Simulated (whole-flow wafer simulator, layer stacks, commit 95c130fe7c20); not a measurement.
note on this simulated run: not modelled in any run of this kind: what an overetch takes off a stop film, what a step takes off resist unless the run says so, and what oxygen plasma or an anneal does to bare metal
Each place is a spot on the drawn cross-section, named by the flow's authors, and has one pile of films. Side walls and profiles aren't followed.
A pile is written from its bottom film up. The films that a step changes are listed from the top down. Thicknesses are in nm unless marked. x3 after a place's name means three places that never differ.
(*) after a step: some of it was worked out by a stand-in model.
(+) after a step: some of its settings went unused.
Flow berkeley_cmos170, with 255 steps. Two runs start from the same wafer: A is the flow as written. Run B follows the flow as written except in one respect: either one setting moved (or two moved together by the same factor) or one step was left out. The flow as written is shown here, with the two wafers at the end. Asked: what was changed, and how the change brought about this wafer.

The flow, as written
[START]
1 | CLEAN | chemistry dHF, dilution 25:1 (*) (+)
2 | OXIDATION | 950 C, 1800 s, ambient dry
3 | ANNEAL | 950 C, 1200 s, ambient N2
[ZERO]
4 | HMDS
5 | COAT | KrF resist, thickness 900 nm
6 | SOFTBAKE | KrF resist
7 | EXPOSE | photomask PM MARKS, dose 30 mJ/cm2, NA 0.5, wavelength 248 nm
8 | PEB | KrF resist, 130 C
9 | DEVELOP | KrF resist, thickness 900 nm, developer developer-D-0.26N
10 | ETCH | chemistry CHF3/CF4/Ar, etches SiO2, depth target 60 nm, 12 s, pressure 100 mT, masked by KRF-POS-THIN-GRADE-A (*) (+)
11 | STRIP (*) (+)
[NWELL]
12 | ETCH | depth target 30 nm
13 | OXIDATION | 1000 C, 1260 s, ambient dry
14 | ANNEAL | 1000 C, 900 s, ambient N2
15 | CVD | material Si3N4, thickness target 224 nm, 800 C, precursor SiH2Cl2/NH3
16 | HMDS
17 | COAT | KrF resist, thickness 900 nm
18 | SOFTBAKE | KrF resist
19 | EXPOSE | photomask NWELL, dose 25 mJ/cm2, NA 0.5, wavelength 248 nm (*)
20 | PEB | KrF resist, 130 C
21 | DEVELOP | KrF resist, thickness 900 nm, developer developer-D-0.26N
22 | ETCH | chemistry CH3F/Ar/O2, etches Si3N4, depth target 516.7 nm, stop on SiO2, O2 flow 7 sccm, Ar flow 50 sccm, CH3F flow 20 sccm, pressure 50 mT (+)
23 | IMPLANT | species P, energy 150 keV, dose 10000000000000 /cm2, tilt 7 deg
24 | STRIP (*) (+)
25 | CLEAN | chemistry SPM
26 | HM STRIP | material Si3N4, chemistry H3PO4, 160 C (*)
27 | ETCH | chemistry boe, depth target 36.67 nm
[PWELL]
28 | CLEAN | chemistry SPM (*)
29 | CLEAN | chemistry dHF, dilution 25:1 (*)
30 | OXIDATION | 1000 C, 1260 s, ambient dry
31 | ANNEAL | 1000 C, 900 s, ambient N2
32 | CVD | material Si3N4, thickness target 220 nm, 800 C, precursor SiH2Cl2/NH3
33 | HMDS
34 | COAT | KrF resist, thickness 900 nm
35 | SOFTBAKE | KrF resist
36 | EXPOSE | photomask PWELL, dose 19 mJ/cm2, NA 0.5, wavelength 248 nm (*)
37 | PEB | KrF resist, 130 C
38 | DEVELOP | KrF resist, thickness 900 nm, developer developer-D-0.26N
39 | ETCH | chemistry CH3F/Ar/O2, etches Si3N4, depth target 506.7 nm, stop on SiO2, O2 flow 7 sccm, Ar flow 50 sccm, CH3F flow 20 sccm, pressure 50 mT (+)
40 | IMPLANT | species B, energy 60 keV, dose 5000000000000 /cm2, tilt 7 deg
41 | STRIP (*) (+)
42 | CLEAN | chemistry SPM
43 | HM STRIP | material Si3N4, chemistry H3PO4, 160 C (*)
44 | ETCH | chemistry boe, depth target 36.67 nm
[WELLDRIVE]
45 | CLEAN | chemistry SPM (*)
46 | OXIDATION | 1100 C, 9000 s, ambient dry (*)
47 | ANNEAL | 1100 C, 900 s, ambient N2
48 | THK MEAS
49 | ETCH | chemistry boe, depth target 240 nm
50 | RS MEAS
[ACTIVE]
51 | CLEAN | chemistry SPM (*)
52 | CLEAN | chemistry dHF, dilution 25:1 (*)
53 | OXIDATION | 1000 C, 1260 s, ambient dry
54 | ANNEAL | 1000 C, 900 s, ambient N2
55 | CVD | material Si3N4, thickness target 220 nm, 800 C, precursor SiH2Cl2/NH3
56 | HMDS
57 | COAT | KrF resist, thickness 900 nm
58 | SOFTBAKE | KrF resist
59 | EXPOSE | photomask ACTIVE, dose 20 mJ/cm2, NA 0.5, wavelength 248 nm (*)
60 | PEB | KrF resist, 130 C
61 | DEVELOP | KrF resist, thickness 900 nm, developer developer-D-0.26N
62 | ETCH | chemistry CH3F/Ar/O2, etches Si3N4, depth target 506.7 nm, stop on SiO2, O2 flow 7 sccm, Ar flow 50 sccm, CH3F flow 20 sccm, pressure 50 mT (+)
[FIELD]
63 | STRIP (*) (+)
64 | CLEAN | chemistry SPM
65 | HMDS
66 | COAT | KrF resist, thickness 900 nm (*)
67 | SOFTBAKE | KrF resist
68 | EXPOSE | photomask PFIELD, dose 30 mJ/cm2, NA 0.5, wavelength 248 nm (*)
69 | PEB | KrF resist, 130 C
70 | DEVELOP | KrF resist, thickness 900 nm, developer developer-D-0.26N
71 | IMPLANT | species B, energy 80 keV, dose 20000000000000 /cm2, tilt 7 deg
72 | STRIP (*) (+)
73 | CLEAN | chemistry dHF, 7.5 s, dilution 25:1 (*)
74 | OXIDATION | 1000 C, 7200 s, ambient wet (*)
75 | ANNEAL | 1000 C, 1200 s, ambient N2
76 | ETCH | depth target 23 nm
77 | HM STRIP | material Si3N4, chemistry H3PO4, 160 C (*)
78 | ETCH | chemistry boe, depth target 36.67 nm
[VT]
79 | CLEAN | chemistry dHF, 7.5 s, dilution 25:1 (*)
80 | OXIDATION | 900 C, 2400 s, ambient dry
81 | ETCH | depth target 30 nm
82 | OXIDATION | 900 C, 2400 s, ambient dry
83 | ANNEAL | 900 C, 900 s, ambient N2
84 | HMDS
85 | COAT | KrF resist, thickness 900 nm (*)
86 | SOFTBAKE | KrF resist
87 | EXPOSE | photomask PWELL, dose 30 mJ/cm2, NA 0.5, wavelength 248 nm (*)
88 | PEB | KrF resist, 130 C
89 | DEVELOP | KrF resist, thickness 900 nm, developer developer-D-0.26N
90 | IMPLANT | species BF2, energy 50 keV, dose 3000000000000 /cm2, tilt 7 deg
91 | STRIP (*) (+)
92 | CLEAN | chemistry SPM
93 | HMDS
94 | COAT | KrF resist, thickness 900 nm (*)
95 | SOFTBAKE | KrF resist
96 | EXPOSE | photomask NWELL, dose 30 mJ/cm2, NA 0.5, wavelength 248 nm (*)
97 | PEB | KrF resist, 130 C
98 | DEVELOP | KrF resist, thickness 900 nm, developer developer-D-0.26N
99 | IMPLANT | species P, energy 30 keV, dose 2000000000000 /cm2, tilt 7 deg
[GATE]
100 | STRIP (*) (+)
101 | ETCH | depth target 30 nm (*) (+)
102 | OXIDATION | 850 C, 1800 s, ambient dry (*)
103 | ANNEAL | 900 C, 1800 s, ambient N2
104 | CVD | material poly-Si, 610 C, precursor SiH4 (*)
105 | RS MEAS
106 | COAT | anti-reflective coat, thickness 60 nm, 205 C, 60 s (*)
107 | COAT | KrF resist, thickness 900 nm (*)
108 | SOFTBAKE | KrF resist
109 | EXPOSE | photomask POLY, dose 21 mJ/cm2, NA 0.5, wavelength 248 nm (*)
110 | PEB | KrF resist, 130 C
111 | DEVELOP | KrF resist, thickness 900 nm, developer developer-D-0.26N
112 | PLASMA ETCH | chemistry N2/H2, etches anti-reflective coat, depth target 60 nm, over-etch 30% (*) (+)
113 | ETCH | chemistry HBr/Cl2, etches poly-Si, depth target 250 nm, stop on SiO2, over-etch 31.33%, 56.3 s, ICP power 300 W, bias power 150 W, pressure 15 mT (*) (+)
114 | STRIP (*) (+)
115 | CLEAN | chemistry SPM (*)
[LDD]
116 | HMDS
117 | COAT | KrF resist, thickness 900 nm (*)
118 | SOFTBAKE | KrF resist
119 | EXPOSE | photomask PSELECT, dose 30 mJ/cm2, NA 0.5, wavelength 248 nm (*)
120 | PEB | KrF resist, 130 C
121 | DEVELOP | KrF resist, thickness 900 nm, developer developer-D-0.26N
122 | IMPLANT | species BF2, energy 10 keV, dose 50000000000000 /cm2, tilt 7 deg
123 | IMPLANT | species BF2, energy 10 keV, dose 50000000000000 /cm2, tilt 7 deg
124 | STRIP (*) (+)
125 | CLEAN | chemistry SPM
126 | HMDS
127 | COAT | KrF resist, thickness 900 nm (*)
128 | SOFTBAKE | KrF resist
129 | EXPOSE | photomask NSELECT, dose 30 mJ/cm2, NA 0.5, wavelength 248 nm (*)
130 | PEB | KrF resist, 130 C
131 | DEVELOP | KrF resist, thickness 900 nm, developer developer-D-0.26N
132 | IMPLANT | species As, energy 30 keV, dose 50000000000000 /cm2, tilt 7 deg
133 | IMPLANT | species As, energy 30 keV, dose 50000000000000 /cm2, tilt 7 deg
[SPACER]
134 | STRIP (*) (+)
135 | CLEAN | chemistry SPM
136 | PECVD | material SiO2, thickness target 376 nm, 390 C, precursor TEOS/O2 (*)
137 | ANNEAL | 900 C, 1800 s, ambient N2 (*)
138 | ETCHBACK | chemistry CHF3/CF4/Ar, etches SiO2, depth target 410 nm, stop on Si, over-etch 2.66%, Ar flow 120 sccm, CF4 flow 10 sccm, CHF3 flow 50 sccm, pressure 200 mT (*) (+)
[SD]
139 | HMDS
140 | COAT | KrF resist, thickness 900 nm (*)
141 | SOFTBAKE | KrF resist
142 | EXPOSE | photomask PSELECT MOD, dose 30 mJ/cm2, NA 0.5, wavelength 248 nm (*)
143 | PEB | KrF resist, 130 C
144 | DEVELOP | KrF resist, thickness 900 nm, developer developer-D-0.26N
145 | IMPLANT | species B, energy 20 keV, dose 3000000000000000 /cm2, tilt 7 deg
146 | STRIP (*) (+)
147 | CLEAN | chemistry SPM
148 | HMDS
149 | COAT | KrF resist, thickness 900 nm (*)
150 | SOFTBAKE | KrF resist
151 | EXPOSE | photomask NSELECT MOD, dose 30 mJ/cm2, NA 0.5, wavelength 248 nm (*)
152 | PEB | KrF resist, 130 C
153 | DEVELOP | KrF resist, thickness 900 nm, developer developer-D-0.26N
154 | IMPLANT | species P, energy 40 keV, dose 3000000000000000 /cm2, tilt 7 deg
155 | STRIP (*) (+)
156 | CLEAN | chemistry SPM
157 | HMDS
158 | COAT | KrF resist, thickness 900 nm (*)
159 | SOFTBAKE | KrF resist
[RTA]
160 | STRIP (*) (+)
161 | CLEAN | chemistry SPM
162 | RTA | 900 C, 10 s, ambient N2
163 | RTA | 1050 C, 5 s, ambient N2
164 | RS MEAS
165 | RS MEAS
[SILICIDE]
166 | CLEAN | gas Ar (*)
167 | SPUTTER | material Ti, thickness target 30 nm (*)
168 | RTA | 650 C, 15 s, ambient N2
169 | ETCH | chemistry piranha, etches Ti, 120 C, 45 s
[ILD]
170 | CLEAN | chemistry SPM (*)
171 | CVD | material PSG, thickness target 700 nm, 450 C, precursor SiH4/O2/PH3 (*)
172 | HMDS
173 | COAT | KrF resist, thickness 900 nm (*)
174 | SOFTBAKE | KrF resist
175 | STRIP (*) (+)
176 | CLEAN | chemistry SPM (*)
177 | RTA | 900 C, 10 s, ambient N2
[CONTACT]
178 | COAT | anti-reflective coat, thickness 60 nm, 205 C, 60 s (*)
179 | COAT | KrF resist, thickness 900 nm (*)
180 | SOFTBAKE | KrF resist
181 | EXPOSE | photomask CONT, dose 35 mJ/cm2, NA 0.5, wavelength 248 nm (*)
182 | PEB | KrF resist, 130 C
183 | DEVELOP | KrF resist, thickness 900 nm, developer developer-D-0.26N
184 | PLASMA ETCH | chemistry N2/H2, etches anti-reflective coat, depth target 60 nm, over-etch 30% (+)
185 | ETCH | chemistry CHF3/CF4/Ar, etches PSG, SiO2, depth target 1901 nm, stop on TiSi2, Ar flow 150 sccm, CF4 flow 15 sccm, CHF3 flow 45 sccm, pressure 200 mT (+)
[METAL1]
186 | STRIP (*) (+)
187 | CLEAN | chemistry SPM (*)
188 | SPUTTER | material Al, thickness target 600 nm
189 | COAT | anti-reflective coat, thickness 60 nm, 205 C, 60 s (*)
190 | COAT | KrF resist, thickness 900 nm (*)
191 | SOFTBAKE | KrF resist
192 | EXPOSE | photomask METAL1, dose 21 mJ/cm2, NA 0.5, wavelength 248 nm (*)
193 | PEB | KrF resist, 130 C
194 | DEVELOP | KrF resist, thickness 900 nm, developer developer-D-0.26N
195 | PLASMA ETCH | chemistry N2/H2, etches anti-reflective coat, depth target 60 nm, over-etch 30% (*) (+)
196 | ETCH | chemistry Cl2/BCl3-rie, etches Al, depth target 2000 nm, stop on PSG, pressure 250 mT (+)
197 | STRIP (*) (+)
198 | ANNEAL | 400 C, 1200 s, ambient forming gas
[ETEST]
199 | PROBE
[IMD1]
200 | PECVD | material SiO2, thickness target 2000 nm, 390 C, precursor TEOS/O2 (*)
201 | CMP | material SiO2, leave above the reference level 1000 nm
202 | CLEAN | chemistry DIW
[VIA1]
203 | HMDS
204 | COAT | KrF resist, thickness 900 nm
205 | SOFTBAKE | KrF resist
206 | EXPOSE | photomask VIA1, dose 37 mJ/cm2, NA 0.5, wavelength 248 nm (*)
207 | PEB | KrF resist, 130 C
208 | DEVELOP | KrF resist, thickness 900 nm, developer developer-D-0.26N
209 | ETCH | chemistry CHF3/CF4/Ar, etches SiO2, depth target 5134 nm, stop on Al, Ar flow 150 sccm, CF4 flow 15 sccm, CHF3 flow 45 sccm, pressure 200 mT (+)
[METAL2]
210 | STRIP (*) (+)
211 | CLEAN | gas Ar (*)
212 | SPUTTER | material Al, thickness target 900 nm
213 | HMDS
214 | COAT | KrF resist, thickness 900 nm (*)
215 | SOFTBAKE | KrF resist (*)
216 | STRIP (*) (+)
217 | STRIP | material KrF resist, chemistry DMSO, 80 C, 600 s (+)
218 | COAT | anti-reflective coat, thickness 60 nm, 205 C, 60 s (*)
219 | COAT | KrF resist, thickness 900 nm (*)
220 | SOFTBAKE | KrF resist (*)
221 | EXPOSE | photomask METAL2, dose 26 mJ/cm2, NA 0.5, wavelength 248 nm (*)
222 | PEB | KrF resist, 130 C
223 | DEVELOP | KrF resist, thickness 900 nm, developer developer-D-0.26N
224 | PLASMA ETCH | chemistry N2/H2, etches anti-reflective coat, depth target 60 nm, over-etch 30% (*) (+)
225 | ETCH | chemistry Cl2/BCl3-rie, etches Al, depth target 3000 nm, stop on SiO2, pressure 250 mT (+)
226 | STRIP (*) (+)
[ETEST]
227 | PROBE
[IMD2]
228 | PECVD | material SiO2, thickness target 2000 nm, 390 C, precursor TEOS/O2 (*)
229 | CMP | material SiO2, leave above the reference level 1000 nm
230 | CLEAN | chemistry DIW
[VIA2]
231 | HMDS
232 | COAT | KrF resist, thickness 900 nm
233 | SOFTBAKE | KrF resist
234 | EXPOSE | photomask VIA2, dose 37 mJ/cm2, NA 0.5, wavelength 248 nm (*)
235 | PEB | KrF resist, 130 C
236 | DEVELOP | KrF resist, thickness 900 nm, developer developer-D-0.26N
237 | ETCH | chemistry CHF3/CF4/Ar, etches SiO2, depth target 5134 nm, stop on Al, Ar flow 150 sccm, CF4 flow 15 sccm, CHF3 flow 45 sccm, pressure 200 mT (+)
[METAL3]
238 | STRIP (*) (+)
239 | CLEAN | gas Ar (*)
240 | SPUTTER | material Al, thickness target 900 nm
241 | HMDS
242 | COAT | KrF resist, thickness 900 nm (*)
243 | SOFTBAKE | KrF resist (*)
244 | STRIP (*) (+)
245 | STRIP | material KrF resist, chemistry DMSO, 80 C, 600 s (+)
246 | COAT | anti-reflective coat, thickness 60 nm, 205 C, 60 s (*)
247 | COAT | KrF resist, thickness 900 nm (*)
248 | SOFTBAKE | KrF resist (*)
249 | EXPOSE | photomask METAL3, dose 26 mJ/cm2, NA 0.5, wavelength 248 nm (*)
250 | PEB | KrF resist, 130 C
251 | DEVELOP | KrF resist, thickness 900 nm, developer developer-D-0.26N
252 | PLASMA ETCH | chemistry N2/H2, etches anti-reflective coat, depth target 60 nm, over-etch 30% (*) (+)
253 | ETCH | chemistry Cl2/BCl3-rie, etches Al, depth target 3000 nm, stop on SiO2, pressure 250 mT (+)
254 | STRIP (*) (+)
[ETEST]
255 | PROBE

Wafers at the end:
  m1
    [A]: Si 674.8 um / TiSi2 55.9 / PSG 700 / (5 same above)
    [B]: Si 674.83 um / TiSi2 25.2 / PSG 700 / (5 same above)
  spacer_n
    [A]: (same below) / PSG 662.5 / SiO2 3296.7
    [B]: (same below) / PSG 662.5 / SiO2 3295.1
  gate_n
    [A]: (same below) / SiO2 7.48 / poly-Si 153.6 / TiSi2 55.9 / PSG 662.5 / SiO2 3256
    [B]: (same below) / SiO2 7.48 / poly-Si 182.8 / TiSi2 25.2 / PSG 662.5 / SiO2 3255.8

Cause: step 168, RTA: 585 C was run, whereas the flow has 650 C.

Step by step, how the change led to this:
  168 | RTA | 650 C, 15 s, ambient N2
      sd_n, sd_p, contact, m1, via1, m2, via2: A -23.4 Ti, +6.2 TiSi first (new film), +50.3 TiSi2 C49 (new film), -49 Si | B -10.6 Ti, +15.6 TiSi first (new film), +3.68 TiSi2 C49 (new film), -13.6 Si
      gate_n, gate_p: A -23.4 Ti, +6.2 TiSi first (new film), +50.3 TiSi2 C49 (new film), -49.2 poly-Si | B -10.6 Ti, +15.6 TiSi first (new film), +3.68 TiSi2 C49 (new film), -13.7 poly-Si
  169 | ETCH | chemistry piranha, etches Ti, 120 C, 45 s
      sd_n, gate_n, sd_p and 6 more: A -6.6 Ti (all of it), -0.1 TiSi first | B -19.4 Ti (all of it), -0.09 TiSi first
  177 | RTA | 900 C, 10 s, ambient N2
      sd_n, sd_p, contact, m1, via1, m2, via2: A under 1 film: +55.9 TiSi2 (new film), -6.09 TiSi first (all of it), -50.3 TiSi2 C49 (all of it), -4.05 Si | B under 1 film: +25.2 TiSi2 (new film), -15.5 TiSi first (all of it), -3.68 TiSi2 C49 (all of it), -10.3 Si
      gate_n, gate_p: A under 1 film: +55.9 TiSi2 (new film), -6.09 TiSi first (all of it), -50.3 TiSi2 C49 (all of it), -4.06 poly-Si | B under 1 film: +25.2 TiSi2 (new film), -15.5 TiSi first (all of it), -3.68 TiSi2 C49 (all of it), -10.3 poly-Si
